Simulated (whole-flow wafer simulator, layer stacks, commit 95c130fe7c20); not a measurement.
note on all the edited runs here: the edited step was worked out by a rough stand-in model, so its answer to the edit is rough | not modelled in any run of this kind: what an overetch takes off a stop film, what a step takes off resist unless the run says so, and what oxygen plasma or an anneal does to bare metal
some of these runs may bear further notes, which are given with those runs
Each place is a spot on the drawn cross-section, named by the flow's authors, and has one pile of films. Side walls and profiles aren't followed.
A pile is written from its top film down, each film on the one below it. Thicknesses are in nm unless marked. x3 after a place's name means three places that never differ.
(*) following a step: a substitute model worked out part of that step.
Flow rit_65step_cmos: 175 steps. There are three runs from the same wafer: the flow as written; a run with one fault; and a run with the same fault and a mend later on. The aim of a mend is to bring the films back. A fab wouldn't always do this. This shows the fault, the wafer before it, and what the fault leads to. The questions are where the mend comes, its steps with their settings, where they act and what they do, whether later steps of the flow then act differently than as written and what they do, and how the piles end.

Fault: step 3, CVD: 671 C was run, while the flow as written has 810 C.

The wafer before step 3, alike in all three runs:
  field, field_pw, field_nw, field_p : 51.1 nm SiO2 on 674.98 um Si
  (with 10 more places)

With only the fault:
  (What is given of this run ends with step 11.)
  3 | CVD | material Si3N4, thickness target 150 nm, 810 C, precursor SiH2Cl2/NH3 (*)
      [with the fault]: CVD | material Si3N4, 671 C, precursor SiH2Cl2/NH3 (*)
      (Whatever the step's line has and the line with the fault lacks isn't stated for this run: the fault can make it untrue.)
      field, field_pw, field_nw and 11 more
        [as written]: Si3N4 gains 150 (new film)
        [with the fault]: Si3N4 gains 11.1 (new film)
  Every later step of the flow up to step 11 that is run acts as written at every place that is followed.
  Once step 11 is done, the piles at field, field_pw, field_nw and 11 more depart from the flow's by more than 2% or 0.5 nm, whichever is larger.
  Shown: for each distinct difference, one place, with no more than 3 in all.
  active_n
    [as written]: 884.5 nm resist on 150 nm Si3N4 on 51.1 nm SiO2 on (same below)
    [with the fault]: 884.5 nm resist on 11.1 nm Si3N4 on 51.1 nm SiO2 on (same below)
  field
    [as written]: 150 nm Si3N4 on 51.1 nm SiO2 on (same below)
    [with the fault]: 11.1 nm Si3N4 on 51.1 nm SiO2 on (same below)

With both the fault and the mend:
  The mend follows step 11.
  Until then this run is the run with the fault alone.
  11a | STRIP | resist, chemistry O2, 180 s (*)
      active_n, active_p, gate_n and 7 more
        resist loses 884.5 (all of it)
  11b | CLEAN | chemistry SC2, 75 C, 600 s
      leaves every film unchanged at each place that is followed
  11c | CVD | material Si3N4, thickness target 139 nm, 810 C, precursor SiH2Cl2/NH3 (*) (the flow's step 3, run once more with other settings)
      field, field_pw, field_nw and 11 more
        Si3N4 gains 139
  11d | HMDS | 140 C, 60 s (the flow's step 5, run once more)
      leaves every film unchanged at each place that is followed
  11e | COAT | resist, thickness 1000 nm (the flow's step 6, run once more)
      field, field_pw, field_nw and 11 more
        resist gains 1000 (new film)
  11f | SOFTBAKE | resist, 90 C, 60 s (the flow's step 7, run once more)
      leaves every film unchanged at each place that is followed
  11g | EXPOSE | photomask M1, dose 225 mJ/cm2, NA 0.6, wavelength 365 nm (the flow's step 8, run once more)
      leaves every film unchanged at each place that is followed
  11h | PEB | resist, 110 C, 60 s (the flow's step 9, run once more)
      field, field_pw, field_nw and 11 more
        resist loses 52
  11i | DEVELOP | resist, thickness 1000 nm, 50 s (the flow's step 10, run once more)
      field, field_pw, field_nw, field_p
        resist loses 948 (all of it)
  11j | HARDBAKE | resist, 140 C, 60 s (the flow's step 11, run once more)
      active_n, active_p, gate_n and 7 more
        resist loses 63.5
  Every later step of the flow that is run acts as written, at every place that is followed, to within 2% or 0.5 nm, whichever is larger.
  The piles end the same as the flow's at every place that both follow.
